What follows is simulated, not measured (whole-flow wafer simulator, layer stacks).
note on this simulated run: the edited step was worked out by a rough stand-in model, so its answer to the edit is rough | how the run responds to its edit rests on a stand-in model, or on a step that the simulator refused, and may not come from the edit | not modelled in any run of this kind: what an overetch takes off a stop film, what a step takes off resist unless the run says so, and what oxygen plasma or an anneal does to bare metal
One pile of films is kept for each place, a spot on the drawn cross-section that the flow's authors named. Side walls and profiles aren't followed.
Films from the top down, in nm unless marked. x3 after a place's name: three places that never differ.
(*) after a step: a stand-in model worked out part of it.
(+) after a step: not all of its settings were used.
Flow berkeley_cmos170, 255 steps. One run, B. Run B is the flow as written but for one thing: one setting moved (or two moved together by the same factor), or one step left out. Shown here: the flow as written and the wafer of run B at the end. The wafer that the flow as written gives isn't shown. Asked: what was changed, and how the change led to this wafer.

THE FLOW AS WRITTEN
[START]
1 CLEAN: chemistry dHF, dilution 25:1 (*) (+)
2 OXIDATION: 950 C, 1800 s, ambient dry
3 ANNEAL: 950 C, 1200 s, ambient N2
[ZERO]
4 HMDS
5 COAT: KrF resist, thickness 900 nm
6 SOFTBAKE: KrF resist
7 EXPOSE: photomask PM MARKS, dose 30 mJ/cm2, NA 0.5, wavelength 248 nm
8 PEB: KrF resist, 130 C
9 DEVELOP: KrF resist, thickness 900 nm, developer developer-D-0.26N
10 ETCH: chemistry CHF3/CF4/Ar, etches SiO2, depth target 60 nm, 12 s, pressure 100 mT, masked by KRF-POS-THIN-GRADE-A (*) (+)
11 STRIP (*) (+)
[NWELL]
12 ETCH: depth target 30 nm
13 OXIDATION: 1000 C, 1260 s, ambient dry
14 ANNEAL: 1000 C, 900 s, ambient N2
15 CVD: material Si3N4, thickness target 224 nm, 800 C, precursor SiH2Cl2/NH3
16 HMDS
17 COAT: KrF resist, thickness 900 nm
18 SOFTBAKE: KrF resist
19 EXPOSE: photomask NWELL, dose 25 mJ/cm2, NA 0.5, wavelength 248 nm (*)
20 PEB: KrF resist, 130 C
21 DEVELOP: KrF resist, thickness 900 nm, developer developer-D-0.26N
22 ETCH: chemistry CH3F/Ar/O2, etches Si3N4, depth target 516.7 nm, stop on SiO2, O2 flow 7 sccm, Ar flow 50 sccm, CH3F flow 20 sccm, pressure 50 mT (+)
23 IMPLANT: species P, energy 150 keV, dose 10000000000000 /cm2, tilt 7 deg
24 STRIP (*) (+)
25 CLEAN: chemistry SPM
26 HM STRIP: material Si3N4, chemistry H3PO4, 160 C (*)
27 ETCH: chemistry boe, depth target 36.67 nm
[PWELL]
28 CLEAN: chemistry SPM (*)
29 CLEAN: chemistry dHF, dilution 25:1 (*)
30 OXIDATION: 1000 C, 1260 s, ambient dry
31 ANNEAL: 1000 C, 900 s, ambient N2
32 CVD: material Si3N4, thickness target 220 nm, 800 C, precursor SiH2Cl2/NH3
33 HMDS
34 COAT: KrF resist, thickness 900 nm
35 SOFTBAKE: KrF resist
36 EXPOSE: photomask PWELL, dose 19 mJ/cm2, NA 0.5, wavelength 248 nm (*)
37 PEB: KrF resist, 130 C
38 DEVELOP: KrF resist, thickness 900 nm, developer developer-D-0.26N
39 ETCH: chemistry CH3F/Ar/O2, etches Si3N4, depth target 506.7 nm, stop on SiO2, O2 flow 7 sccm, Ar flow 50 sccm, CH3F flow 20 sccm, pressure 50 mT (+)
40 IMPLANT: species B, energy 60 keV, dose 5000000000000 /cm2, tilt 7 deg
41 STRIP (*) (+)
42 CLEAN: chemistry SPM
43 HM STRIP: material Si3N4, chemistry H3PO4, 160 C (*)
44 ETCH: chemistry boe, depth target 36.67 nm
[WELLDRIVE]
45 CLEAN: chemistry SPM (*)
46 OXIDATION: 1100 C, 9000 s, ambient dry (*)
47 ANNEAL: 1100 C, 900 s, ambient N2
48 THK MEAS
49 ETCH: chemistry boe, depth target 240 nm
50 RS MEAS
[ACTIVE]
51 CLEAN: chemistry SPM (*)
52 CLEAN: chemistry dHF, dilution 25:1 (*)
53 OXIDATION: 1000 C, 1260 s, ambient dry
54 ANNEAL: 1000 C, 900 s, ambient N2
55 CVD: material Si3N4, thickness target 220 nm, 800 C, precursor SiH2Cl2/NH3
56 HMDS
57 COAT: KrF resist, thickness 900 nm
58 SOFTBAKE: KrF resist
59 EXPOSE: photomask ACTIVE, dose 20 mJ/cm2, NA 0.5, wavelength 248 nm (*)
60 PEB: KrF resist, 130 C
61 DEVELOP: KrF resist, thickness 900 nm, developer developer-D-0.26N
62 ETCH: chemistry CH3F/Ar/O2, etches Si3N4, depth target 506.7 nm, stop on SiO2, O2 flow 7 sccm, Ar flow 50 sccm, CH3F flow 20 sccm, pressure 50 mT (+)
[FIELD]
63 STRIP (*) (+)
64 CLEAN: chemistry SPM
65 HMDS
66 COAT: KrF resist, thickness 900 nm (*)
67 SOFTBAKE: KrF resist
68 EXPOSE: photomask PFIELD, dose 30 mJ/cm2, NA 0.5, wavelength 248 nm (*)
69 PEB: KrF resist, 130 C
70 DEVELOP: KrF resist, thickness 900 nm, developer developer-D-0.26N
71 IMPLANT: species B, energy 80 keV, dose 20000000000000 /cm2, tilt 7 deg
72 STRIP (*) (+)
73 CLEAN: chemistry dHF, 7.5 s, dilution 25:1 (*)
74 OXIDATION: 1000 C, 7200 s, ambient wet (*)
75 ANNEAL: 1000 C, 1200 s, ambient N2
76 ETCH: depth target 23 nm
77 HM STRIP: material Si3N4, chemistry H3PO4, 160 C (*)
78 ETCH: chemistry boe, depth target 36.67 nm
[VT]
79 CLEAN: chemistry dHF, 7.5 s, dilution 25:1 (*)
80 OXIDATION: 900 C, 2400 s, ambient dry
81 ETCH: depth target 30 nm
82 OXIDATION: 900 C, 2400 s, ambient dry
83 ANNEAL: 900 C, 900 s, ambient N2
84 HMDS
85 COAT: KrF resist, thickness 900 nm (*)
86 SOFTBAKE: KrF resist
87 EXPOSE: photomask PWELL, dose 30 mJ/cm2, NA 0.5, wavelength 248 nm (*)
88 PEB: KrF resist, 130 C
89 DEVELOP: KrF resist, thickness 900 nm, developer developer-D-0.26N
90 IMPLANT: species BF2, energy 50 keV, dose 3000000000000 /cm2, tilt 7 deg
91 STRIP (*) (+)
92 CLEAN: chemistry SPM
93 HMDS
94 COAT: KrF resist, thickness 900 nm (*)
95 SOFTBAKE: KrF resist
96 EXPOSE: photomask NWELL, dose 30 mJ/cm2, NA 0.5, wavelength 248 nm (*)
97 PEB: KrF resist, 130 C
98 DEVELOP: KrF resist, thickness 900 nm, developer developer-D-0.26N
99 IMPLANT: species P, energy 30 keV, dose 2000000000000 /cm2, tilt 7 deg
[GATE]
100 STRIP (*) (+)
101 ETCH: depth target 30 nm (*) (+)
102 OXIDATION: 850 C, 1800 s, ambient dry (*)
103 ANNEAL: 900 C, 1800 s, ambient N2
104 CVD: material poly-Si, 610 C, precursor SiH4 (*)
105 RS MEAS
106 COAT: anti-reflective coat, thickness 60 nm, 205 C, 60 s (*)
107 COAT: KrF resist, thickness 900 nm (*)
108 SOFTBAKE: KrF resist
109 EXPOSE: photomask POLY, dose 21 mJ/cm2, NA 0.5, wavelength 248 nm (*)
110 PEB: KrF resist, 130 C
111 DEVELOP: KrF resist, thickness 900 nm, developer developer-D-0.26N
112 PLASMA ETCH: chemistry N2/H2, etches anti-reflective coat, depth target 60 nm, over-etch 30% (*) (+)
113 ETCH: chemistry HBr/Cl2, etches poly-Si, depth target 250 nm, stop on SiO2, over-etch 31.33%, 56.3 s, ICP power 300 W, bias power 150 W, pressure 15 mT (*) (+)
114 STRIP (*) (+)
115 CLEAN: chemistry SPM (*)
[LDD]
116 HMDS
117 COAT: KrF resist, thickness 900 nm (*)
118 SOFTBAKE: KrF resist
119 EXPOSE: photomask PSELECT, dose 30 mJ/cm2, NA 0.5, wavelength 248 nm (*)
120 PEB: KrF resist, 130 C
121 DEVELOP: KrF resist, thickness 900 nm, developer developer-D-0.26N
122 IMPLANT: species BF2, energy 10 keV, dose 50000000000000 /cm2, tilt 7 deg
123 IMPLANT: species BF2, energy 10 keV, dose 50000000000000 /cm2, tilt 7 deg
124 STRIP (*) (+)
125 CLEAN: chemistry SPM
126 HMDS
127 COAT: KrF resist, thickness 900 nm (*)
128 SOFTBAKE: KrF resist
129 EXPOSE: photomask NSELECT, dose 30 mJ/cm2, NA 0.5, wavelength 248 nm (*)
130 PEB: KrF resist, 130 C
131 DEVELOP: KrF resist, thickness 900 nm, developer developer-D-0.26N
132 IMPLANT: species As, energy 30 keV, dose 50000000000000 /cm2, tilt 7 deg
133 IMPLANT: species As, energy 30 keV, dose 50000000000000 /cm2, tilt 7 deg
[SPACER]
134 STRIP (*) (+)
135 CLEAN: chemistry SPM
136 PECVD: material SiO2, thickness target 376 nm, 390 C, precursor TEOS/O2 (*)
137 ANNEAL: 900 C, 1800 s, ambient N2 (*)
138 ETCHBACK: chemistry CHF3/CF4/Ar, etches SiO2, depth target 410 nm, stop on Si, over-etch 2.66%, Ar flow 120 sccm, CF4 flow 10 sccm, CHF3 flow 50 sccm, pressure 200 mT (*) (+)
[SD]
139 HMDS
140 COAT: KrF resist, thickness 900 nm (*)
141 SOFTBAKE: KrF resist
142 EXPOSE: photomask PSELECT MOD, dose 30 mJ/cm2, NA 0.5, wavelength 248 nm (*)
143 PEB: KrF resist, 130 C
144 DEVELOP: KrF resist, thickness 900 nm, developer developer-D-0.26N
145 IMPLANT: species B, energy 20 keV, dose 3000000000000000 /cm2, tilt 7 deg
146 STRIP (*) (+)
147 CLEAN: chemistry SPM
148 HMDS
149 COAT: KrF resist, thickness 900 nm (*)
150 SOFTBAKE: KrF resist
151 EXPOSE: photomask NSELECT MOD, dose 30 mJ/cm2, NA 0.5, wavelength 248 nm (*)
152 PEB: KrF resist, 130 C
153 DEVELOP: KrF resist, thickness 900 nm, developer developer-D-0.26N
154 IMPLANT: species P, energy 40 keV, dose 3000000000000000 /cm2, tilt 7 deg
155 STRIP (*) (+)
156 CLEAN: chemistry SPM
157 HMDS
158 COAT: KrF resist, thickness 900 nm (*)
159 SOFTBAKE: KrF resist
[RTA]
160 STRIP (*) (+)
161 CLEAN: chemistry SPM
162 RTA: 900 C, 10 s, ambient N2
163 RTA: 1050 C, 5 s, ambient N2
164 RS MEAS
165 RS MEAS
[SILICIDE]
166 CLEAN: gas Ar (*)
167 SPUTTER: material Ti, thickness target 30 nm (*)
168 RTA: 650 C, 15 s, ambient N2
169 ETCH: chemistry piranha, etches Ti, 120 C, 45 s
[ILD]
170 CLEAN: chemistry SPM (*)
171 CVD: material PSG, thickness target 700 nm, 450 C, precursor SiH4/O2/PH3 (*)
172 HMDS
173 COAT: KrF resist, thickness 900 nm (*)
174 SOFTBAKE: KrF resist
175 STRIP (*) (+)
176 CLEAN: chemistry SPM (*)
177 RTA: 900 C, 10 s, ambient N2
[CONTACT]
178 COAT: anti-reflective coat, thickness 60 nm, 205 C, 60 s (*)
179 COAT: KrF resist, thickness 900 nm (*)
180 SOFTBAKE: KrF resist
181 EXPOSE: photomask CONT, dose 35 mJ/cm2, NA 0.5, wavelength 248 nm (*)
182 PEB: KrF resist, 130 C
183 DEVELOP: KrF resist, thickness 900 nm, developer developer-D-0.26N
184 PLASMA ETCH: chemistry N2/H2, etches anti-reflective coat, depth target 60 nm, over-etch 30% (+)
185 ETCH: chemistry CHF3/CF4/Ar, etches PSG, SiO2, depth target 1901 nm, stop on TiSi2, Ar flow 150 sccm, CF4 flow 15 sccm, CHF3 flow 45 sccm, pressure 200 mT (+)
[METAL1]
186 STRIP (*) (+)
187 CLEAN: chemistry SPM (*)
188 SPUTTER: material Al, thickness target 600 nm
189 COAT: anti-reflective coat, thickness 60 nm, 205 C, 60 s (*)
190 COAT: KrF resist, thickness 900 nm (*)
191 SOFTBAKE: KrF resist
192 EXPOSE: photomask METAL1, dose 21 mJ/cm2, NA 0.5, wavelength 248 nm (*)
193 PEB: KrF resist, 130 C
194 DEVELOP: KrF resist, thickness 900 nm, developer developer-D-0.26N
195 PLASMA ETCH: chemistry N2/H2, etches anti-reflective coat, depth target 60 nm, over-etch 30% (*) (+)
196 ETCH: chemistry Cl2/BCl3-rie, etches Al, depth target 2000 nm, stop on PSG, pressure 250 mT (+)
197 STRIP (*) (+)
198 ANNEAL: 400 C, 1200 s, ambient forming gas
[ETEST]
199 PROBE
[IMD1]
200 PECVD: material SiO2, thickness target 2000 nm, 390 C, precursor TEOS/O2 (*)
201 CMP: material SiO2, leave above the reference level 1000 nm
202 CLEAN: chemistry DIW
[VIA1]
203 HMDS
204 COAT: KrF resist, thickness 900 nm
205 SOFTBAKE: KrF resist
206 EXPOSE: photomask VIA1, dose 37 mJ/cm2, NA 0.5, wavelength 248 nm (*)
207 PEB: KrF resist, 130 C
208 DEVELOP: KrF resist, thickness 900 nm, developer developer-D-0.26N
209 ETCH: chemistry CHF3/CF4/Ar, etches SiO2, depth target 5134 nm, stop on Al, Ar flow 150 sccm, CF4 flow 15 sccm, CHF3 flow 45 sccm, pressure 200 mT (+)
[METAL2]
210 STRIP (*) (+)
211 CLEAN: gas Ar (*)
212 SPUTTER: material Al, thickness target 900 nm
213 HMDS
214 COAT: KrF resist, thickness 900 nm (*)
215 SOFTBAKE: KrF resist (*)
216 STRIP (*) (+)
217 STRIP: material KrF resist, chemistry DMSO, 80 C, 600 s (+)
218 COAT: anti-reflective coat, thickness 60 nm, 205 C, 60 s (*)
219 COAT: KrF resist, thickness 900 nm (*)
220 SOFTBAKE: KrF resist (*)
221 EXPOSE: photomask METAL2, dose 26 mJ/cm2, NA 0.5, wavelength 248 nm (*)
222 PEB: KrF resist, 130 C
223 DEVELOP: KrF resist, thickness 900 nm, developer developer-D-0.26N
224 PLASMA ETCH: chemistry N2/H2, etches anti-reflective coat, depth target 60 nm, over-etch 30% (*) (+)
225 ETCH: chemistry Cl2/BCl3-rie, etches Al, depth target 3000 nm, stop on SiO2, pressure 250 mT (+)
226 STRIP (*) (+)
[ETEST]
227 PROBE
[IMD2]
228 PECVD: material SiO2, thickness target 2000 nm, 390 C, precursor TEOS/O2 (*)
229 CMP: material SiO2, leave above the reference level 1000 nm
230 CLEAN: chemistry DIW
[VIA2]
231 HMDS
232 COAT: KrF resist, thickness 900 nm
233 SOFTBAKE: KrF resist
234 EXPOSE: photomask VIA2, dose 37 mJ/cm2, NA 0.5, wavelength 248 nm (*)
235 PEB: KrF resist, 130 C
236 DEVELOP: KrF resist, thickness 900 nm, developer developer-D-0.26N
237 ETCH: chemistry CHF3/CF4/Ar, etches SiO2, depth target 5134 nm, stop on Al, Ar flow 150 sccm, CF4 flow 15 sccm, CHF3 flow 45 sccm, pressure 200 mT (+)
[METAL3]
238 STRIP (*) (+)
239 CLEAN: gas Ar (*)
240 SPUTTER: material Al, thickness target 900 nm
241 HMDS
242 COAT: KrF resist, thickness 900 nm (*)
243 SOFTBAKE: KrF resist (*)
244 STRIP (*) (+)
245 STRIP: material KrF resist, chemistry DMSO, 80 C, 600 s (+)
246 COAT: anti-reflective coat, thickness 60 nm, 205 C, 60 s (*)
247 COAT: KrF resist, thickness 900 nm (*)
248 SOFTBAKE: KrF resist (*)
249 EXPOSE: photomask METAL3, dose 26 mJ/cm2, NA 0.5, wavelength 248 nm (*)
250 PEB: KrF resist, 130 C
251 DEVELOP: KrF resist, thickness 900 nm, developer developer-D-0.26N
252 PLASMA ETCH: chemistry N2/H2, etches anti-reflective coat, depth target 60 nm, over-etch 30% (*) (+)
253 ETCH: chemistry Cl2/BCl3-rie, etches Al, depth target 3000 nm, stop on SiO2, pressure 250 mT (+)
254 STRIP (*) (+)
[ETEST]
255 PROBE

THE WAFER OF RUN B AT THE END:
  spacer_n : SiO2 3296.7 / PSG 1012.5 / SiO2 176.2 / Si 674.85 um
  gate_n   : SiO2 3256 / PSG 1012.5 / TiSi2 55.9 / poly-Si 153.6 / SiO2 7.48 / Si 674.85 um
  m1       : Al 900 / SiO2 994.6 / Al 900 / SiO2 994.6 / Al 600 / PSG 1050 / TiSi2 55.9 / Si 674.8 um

The cause: step 171, CVD: thickness target 1050 nm was run, where the flow has thickness target 700 nm.
It can be read off the wafer: m1 has PSG 1050, and step 171 as written asks for 700 nm.

How the change led to this, step by step:
  171 CVD: material PSG, thickness target 700 nm, 450 C, precursor SiH4/O2/PH3 (*)
      field, sd_n, spacer_n and 9 more: PSG +1050 (new film) (as written it would be: PSG +700 (new film))
  178 COAT: anti-reflective coat, thickness 60 nm, 205 C, 60 s (*)
      field: anti-reflective coat +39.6 (new film) (as written it would be: anti-reflective coat +38.6 (new film))
      sd_n: anti-reflective coat +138 (new film) (as written it would be: anti-reflective coat +135.1 (new film))
      (and at 3 more places)
  184 PLASMA ETCH: chemistry N2/H2, etches anti-reflective coat, depth target 60 nm, over-etch 30% (+)
      field, sd_n, spacer_n and 8 more: KrF resist -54 (as written it would be: KrF resist -52.6)
      contact: anti-reflective coat -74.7 (all of it), PSG -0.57 (as written it would be: anti-reflective coat -72.8 (all of it), PSG -0.56)
  185 ETCH: chemistry CHF3/CF4/Ar, etches PSG, SiO2, depth target 1901 nm, stop on TiSi2, Ar flow 150 sccm, CF4 flow 15 sccm, CHF3 flow 45 sccm, pressure 200 mT (+)
      field, sd_n, spacer_n and 8 more: KrF resist -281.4 (as written it would be: KrF resist -193.9)
      contact: PSG -1049.4 (all of it), TiSi2 -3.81 (as written it would be: PSG -699.4 (all of it), TiSi2 -3.81)
  186 STRIP (*) (+)
      field: KrF resist -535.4 (all of it), anti-reflective coat -39.6 (all of it) (as written it would be: KrF resist -623.9 (all of it), anti-reflective coat -38.6 (all of it))
      sd_n: KrF resist -553.4 (all of it), anti-reflective coat -138 (all of it) (as written it would be: KrF resist -643.8 (all of it), anti-reflective coat -135.1 (all of it))
      (and at 9 more places)
  188 SPUTTER: material Al, thickness target 600 nm
      contact: Al +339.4 (new film) (as written it would be: Al +415.7 (new film))
  189 COAT: anti-reflective coat, thickness 60 nm, 205 C, 60 s (*)
      sd_n: anti-reflective coat +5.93 (new film) (as written it would be: anti-reflective coat +17.7 (new film))
      spacer_n: anti-reflective coat +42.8 (new film) (as written it would be: anti-reflective coat +41.9 (new film))
      (and at 3 more places)
  190 COAT: KrF resist, thickness 900 nm (*)
      sd_n: KrF resist +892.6 (new film) (as written it would be: KrF resist +922.1 (new film))
      contact: KrF resist +1763 (new film) (as written it would be: KrF resist +1495.4 (new film))
  193 PEB: KrF resist, 130 C
      contact: KrF resist -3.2 (as written it would be: KrF resist -2.63)
  194 DEVELOP: KrF resist, thickness 900 nm, developer developer-D-0.26N
      sd_n: KrF resist -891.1 (all of it) (as written it would be: KrF resist -920.6 (all of it))
  195 PLASMA ETCH: chemistry N2/H2, etches anti-reflective coat, depth target 60 nm, over-etch 30% (*) (+)
      sd_n: anti-reflective coat -5.93 (all of it) (as written it would be: anti-reflective coat -17.7 (all of it))
      spacer_n: anti-reflective coat -42.8 (all of it) (as written it would be: anti-reflective coat -41.9 (all of it))
      (and at 1 more place)
  197 STRIP (*) (+)
      contact: KrF resist -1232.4 (all of it), anti-reflective coat -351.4 (all of it) (as written it would be: KrF resist -966.1 (all of it), anti-reflective coat -261.9 (all of it))
      via1: KrF resist -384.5 (all of it), anti-reflective coat -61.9 (all of it) (as written it would be: KrF resist -392.8 (all of it), anti-reflective coat -63.6 (all of it))
  200 PECVD: material SiO2, thickness target 2000 nm, 390 C, precursor TEOS/O2 (*)
      contact: SiO2 +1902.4 (new film) (as written it would be: SiO2 +1949.3 (new film))
  201 CMP: material SiO2, leave above the reference level 1000 nm
      contact: nothing (as written it would be: SiO2 -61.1)
  204 COAT: KrF resist, thickness 900 nm
      contact: KrF resist +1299 (new film) (as written it would be: KrF resist +900 (new film))
  207 PEB: KrF resist, 130 C
      contact: KrF resist -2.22 (as written it would be: KrF resist -1.43)
  ... 8 more steps ...
  229 CMP: material SiO2, leave above the reference level 1000 nm
      contact: SiO2 -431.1 (as written it would be: SiO2 -1000)
